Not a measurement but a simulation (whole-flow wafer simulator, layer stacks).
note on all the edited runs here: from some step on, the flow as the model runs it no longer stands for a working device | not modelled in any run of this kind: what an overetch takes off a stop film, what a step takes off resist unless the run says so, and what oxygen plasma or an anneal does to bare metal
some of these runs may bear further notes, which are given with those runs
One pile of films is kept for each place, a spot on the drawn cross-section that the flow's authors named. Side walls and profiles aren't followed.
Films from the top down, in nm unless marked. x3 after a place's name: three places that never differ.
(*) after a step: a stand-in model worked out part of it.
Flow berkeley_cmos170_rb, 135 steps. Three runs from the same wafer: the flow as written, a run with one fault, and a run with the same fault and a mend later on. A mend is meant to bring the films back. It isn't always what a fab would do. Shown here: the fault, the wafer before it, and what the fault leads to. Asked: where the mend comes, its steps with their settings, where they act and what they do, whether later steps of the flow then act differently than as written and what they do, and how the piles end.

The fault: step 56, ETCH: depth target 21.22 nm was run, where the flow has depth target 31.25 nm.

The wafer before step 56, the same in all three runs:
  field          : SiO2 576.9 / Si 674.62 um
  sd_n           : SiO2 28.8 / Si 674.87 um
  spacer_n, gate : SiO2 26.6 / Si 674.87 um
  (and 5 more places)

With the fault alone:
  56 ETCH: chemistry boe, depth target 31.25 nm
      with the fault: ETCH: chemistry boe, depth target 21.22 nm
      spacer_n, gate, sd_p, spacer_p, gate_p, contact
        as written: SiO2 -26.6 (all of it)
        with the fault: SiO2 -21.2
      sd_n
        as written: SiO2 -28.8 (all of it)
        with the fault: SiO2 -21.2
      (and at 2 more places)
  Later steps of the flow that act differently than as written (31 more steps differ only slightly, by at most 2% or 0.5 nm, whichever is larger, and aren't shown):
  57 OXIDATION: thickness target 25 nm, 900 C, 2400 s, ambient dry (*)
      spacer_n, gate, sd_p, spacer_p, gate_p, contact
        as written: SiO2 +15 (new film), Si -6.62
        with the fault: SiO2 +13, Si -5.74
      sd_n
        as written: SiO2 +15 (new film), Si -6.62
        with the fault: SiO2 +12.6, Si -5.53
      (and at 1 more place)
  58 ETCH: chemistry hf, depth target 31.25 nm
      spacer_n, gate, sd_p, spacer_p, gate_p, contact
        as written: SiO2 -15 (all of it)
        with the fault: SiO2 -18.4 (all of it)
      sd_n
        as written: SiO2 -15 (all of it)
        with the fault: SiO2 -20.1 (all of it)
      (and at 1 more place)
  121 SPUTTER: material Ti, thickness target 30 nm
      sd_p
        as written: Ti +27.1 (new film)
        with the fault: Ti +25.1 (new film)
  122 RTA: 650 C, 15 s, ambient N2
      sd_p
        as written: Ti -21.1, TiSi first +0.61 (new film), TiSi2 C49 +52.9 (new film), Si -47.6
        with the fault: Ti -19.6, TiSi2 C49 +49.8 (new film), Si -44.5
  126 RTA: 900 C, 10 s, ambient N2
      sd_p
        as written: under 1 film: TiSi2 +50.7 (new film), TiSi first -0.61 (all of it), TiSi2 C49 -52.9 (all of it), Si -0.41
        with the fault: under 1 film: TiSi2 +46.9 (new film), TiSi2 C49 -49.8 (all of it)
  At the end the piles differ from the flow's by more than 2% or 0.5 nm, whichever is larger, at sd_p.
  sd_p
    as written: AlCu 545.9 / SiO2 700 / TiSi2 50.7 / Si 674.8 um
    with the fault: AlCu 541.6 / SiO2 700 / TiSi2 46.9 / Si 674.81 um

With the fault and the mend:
  The mend comes after step 56.
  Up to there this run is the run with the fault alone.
  56a ETCH: chemistry boe, depth target 10.03 nm (the flow's step 56 once more, with other settings)
      spacer_n, spacer_p, gate_p, contact
        SiO2 -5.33 (all of it)
      gate, sd_p
        SiO2 -5.41 (all of it)
      field
        SiO2 -10
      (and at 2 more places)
  No later step of the flow acts differently than as written, at any place that is followed, by more than 2% or 0.5 nm, whichever is larger.
  At the end the piles are the same as the flow's at every place that both follow.
